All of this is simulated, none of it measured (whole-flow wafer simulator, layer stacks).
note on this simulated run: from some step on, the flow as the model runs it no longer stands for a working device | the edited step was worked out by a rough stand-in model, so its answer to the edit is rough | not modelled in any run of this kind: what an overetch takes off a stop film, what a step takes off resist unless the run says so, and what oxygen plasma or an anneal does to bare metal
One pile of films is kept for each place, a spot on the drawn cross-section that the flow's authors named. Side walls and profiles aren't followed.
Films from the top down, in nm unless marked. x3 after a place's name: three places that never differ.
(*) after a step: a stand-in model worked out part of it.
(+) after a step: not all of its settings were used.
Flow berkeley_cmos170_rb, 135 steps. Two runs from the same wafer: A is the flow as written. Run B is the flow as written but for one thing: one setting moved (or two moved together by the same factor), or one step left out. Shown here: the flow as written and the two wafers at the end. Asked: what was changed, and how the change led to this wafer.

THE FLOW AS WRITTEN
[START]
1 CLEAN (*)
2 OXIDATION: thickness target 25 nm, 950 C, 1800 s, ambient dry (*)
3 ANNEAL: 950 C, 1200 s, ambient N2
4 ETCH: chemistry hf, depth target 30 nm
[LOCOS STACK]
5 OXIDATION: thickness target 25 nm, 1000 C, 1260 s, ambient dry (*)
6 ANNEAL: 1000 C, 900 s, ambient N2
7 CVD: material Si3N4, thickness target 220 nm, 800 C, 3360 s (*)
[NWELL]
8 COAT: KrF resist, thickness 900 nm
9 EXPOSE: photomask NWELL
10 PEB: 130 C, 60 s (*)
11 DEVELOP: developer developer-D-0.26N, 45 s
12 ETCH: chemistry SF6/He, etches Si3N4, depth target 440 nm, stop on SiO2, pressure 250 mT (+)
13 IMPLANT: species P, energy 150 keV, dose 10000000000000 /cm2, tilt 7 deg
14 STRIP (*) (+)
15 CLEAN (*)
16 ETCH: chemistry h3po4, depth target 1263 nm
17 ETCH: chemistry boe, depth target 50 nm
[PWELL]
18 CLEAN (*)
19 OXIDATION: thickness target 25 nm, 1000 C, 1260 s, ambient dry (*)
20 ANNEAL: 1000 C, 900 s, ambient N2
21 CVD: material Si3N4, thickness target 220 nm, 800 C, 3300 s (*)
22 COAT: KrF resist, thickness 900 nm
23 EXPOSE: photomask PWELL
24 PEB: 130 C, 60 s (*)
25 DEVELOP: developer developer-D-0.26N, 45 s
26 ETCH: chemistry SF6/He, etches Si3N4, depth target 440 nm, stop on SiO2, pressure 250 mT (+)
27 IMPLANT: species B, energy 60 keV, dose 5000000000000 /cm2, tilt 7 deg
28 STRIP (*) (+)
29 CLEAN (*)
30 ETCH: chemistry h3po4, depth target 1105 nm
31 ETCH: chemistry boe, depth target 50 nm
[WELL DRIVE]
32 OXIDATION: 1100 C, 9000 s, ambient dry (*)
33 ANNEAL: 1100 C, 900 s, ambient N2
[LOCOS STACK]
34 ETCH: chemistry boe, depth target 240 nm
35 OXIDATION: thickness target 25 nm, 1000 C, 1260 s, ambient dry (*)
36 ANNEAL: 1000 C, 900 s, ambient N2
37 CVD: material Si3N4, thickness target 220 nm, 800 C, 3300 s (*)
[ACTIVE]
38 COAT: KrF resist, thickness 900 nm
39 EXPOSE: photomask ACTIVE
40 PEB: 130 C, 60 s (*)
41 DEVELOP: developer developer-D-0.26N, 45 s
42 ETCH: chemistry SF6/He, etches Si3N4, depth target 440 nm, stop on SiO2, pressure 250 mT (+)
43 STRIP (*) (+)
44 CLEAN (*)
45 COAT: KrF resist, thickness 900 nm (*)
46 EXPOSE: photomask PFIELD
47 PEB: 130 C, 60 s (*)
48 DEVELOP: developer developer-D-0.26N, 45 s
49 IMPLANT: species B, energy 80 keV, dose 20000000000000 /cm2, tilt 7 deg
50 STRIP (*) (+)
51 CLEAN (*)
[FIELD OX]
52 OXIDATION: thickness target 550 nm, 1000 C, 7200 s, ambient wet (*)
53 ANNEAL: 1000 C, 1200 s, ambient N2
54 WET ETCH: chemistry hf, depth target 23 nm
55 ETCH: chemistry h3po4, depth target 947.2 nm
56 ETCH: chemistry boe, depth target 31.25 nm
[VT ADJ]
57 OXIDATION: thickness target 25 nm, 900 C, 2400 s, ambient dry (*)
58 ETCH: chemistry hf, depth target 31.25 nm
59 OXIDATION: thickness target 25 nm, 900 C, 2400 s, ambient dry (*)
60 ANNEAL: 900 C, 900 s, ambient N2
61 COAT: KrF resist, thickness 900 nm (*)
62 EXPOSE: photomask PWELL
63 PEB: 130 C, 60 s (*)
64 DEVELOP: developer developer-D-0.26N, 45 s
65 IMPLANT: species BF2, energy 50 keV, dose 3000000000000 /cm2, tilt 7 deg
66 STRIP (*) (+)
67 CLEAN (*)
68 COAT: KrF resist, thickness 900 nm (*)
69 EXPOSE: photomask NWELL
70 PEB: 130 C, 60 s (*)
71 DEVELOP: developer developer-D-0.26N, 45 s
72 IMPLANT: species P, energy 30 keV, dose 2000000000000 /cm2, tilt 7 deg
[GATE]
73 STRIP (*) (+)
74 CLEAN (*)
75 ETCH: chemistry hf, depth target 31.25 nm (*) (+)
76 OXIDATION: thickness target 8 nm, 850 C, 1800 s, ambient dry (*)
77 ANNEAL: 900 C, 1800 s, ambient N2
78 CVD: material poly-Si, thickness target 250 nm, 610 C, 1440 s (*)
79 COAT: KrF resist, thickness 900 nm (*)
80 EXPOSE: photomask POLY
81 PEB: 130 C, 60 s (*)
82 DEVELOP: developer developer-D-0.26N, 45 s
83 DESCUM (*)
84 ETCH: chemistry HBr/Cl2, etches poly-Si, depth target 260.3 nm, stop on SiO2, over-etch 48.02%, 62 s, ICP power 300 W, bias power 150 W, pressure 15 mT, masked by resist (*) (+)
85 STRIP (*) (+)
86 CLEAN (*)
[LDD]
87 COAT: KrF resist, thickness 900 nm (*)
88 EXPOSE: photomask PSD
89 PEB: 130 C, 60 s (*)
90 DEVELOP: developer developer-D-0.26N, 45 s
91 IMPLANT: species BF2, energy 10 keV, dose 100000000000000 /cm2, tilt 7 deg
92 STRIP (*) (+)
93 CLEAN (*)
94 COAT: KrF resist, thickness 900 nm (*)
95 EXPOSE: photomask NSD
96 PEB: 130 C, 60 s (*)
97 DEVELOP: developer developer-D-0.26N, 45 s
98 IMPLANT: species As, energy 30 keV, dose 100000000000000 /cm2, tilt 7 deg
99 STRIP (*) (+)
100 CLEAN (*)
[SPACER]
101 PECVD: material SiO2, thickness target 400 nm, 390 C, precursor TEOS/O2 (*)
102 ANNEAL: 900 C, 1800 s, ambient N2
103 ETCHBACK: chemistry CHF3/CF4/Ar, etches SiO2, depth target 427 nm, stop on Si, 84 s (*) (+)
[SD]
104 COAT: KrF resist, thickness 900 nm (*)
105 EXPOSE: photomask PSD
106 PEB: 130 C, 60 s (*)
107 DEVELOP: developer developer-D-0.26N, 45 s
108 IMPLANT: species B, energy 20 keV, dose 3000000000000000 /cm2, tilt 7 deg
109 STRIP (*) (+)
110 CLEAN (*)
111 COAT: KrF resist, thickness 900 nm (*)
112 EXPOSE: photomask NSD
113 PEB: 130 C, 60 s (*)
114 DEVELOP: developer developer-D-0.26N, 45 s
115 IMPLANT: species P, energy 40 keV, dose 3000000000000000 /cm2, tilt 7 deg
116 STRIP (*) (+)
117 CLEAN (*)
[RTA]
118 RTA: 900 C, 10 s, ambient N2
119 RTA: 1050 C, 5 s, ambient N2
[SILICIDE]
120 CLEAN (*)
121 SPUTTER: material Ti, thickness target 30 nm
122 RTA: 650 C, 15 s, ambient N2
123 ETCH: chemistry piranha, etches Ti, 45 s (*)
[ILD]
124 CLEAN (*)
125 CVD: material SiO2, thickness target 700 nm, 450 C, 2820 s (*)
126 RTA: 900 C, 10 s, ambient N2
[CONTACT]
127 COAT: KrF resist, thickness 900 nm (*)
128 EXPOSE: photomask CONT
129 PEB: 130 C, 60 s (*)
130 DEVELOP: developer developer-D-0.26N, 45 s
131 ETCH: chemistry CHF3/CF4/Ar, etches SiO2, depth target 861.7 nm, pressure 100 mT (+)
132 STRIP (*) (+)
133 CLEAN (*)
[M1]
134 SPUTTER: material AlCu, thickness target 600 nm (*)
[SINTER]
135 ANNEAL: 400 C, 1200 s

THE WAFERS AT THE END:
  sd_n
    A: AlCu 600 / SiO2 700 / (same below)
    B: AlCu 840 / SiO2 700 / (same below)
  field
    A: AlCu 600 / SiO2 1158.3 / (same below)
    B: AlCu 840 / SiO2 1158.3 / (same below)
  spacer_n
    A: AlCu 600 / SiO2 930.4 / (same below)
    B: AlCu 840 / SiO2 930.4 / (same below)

The cause: step 134, SPUTTER: thickness target 840 nm was run, where the flow has thickness target 600 nm.
It can be read off the wafer: sd_n has AlCu 840, and step 134 as written asks for 600 nm.

How the change led to this, step by step:
  134 SPUTTER: material AlCu, thickness target 600 nm (*)
      field, sd_n, spacer_n, gate, spacer_p, gate_p, m1: A AlCu +600 (new film) | B AlCu +840 (new film)
      sd_p: A AlCu +545.9 (new film) | B AlCu +776.8 (new film)
      (and at 1 more place)
